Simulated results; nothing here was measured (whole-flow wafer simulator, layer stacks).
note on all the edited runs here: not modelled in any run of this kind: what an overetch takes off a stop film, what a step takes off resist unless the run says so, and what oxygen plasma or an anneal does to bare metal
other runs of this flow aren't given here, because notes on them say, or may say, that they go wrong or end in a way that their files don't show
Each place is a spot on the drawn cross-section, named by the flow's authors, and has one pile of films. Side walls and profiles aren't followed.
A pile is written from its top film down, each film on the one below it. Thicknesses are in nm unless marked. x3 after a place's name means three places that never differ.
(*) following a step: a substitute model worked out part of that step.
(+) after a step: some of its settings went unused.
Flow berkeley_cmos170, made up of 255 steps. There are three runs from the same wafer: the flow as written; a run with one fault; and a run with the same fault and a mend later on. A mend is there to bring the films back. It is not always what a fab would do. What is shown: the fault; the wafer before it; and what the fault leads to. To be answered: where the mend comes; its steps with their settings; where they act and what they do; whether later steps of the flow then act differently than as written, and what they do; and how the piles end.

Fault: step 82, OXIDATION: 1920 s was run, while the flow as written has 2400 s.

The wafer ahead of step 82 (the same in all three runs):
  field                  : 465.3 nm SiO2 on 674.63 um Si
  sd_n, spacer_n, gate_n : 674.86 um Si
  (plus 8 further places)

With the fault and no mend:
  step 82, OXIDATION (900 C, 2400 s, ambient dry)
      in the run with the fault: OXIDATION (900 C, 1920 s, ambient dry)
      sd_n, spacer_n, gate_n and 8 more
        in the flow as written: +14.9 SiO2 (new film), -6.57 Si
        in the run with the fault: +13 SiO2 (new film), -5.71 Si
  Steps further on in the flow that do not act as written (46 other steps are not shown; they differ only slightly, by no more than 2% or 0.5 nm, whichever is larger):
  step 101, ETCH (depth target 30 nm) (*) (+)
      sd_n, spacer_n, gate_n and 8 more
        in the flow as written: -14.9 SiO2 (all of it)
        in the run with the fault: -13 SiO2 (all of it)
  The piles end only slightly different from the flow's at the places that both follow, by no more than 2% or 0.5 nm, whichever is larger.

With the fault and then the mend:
  The mend follows step 82.
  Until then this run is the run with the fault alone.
  step 82a, OXIDATION (900 C, 480 s, ambient dry) (the flow's step 82, run once more with other settings)
      sd_n, spacer_n, gate_n and 8 more
        +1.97 SiO2, -0.87 Si
      field
        +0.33 SiO2, -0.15 Si
  None of the later steps of the flow acts differently than as written at any place that is followed.
  By the end, the piles equal the flow's at every place that both follow.
